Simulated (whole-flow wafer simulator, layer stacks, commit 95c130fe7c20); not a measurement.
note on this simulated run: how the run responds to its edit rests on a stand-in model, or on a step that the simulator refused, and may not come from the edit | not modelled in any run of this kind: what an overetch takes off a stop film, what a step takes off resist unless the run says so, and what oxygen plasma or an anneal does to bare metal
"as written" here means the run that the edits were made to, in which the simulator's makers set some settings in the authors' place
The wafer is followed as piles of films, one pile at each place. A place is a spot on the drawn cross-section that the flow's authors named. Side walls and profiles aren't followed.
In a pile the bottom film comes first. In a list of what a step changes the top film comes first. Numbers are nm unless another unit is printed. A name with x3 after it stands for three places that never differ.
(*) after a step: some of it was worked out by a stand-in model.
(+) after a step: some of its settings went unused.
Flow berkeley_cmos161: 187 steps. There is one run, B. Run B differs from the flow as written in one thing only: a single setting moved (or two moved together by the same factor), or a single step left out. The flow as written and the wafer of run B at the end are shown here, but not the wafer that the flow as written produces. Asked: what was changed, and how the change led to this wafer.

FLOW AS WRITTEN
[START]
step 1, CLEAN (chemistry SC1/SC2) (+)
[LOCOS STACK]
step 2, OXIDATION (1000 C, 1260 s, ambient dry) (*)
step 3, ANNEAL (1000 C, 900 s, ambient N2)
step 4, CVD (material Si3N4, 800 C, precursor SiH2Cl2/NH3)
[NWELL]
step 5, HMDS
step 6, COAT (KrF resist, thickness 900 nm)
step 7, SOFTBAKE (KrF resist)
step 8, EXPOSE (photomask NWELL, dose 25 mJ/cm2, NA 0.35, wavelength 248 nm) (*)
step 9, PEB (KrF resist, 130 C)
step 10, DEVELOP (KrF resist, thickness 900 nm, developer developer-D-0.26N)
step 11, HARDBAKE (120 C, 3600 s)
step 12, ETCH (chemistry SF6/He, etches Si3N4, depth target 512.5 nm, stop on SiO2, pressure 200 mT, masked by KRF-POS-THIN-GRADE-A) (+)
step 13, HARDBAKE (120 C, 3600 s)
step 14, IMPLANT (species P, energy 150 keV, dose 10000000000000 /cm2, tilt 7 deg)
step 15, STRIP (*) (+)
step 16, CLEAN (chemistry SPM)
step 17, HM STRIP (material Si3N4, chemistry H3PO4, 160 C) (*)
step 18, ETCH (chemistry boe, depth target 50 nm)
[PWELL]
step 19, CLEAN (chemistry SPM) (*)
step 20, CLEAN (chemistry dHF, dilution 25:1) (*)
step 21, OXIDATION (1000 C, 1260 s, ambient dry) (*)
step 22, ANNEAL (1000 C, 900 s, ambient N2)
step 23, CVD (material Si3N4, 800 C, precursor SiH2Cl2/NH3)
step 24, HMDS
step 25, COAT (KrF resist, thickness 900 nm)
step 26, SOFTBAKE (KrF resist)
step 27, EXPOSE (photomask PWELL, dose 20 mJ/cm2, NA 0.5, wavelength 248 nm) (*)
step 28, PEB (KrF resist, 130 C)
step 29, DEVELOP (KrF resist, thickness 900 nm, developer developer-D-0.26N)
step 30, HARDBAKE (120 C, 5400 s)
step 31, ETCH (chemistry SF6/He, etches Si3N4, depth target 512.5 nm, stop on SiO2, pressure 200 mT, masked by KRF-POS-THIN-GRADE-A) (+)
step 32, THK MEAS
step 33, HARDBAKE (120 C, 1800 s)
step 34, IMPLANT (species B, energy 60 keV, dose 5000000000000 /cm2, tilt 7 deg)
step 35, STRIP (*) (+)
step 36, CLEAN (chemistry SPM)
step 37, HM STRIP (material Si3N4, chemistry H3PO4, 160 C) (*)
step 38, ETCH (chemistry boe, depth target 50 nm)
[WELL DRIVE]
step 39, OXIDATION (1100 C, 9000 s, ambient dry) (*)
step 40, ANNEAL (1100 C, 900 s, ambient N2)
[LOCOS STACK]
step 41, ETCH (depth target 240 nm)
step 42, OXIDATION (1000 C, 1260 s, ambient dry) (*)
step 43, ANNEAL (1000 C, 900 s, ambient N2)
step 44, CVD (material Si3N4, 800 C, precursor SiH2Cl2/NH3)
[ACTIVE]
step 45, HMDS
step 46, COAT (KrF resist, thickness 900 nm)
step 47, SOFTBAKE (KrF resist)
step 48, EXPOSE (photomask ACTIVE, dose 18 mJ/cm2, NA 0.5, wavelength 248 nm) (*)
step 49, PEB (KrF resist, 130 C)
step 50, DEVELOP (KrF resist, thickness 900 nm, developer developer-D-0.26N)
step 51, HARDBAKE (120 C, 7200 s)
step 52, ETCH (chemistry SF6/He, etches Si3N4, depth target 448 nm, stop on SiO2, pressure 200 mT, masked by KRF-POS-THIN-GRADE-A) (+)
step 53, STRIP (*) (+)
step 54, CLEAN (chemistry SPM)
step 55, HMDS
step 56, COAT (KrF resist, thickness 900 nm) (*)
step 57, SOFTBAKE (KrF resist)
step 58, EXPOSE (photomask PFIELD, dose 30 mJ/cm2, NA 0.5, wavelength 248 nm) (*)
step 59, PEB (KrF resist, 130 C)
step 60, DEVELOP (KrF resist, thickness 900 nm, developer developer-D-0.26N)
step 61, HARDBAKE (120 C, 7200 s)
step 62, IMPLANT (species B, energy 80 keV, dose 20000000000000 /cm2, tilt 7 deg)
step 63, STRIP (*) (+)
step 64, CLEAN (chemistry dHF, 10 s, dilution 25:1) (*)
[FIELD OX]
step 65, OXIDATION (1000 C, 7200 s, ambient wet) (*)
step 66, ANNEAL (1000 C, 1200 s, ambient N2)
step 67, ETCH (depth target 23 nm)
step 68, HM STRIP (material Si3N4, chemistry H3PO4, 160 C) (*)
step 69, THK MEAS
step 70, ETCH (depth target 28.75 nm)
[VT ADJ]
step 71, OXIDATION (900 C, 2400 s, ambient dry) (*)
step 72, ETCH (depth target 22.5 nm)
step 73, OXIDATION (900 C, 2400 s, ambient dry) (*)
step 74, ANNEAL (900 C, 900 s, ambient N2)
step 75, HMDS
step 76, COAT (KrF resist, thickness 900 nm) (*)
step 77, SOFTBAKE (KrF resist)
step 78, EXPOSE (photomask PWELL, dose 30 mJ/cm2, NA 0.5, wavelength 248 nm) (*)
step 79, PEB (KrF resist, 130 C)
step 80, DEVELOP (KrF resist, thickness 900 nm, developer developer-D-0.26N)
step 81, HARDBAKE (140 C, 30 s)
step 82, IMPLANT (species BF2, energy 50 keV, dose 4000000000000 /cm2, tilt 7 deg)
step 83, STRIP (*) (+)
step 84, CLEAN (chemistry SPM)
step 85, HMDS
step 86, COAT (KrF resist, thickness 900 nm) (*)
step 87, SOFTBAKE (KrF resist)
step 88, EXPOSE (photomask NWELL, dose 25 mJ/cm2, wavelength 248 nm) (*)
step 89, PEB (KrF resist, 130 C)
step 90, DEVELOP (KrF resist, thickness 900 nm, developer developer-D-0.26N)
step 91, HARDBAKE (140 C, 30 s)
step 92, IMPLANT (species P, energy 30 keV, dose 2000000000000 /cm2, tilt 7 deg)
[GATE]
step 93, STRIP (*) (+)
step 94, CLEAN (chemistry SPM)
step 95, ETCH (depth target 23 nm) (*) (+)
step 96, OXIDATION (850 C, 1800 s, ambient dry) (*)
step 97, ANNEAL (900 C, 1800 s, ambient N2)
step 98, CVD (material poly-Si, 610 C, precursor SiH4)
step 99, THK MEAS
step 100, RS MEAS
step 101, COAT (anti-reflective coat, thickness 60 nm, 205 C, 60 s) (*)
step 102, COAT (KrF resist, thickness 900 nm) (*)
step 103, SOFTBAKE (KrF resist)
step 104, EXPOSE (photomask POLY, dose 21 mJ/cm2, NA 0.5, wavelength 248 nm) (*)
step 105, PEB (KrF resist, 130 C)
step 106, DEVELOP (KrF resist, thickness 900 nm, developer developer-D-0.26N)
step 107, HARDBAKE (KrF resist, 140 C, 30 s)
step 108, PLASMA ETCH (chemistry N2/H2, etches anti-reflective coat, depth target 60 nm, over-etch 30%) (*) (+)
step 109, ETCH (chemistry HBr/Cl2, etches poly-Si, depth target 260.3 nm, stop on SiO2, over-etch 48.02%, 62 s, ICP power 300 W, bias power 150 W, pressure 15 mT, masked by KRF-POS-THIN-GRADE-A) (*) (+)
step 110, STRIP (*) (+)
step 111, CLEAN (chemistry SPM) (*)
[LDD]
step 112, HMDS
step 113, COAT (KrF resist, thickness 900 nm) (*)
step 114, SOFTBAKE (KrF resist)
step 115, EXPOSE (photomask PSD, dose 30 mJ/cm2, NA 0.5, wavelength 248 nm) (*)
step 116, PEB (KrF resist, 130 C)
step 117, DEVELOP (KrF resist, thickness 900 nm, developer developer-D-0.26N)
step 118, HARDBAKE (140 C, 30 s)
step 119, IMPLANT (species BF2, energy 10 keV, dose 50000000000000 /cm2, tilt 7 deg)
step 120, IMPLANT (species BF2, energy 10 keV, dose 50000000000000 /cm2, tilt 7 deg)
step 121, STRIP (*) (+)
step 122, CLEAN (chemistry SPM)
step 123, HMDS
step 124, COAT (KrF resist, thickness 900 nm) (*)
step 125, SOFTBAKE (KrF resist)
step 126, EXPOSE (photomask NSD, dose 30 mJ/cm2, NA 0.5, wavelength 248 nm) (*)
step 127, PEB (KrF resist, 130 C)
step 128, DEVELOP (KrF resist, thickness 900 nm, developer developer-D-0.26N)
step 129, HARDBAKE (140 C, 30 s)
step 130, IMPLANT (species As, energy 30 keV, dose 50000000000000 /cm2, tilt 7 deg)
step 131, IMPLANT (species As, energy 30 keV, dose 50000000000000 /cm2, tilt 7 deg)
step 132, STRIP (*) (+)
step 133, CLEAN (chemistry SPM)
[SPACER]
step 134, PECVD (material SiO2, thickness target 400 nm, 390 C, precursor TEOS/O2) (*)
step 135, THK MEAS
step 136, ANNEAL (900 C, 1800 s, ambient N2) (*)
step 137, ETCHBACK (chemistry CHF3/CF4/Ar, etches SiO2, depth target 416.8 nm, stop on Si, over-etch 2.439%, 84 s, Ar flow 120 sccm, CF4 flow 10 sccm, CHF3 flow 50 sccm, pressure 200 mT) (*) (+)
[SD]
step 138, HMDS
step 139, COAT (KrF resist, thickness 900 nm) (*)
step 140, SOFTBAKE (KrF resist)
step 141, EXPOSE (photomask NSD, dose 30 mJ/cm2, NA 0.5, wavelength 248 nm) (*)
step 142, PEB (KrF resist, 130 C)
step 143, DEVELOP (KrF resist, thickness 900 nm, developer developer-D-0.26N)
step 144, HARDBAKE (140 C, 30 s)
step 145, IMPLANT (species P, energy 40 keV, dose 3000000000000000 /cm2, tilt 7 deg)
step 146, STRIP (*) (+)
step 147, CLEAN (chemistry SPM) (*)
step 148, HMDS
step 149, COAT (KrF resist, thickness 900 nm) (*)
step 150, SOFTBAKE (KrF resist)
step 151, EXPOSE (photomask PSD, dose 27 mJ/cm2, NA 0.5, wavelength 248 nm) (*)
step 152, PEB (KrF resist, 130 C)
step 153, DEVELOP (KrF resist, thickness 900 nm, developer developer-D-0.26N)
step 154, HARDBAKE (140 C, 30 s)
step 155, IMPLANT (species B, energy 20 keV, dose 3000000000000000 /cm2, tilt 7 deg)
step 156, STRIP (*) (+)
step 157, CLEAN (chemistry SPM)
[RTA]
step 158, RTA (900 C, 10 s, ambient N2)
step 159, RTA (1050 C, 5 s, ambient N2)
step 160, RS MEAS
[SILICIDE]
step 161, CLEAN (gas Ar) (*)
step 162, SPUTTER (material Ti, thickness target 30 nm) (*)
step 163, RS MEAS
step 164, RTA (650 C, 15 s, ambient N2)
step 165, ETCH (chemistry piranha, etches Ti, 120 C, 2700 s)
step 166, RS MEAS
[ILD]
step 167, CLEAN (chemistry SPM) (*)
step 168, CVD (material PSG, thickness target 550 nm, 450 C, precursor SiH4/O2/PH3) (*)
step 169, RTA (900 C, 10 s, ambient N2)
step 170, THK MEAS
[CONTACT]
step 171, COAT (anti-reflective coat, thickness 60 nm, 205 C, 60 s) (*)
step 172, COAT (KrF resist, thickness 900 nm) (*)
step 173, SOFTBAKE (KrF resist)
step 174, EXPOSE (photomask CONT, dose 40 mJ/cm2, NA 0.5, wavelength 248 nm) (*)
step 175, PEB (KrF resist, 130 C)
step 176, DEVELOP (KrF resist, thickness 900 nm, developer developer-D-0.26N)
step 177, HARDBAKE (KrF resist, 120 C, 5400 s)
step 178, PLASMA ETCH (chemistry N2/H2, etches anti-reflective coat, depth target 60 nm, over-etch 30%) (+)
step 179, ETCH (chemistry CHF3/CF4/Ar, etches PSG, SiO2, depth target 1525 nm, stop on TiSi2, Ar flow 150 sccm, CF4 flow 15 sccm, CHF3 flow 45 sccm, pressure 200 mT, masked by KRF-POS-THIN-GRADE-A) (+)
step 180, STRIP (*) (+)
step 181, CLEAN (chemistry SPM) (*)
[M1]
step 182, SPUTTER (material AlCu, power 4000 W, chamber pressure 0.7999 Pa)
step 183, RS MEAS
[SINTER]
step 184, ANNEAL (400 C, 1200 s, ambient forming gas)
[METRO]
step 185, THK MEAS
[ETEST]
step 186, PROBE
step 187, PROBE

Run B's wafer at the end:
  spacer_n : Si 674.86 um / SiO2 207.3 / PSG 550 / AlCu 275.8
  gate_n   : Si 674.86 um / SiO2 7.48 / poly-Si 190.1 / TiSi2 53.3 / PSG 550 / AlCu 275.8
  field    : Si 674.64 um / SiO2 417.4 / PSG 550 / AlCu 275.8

What caused this: step 72, ETCH: depth target 13.5 nm was run, though the flow has depth target 22.5 nm.

The path from the change to this, step by step:
  step 72, ETCH (depth target 22.5 nm)
      sd_n, spacer_n, gate_n, sd_p, spacer_p, gate_p, contact, m1: -13.5 SiO2 (as written it would have been: -14.9 SiO2 (all of it))
      field: -13.5 SiO2 (as written it would have been: -22.5 SiO2)
  step 73, OXIDATION (900 C, 2400 s, ambient dry) (*)
      sd_n, spacer_n, gate_n, sd_p, spacer_p, gate_p, contact, m1: +13.5 SiO2, -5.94 Si (as written it would have been: +14.9 SiO2 (new film), -6.57 Si)
  step 101, COAT (anti-reflective coat, thickness 60 nm, 205 C, 60 s) (*)
      sd_n: +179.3 anti-reflective coat (new film) (as written it would have been: +173.5 anti-reflective coat (new film))
      spacer_n: +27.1 anti-reflective coat (new film) (as written it would have been: +28.7 anti-reflective coat (new film))
      (as well as at 3 more places)
  step 108, PLASMA ETCH (chemistry N2/H2, etches anti-reflective coat, depth target 60 nm, over-etch 30%) (*) (+)
      sd_n: -179.3 anti-reflective coat (all of it), -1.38 poly-Si (as written it would have been: -173.5 anti-reflective coat (all of it), -1.33 poly-Si)
      spacer_n: -27.1 anti-reflective coat (all of it), -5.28 poly-Si (as written it would have been: -28.7 anti-reflective coat (all of it), -5.05 poly-Si)
      (as well as at 1 more place)
  step 110, STRIP (*) (+)
      gate_n: +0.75 chemical SiO2 (new film), -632 KrF resist (all of it), -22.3 anti-reflective coat (all of it), -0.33 poly-Si (as written it would have been: +0.75 chemical SiO2 (new film), -626.8 KrF resist (all of it), -23.7 anti-reflective coat (all of it), -0.33 poly-Si)
      gate_p: +0.75 chemical SiO2 (new film), -601.4 KrF resist (all of it), -27.1 anti-reflective coat (all of it), -0.33 poly-Si (as written it would have been: +0.75 chemical SiO2 (new film), -598.2 KrF resist (all of it), -27.9 anti-reflective coat (all of it), -0.33 poly-Si)
  step 171, COAT (anti-reflective coat, thickness 60 nm, 205 C, 60 s) (*)
      sd_n: +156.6 anti-reflective coat (new film) (as written it would have been: +149.7 anti-reflective coat (new film))
      m1: +100 anti-reflective coat (new film) (as written it would have been: +97.8 anti-reflective coat (new film))
  step 180, STRIP (*) (+)
      sd_n: -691 KrF resist (all of it), -156.6 anti-reflective coat (all of it) (as written it would have been: -692.5 KrF resist (all of it), -149.7 anti-reflective coat (all of it))
      m1: -742.8 KrF resist (all of it), -100 anti-reflective coat (all of it) (as written it would have been: -739.9 KrF resist (all of it), -97.8 anti-reflective coat (all of it))
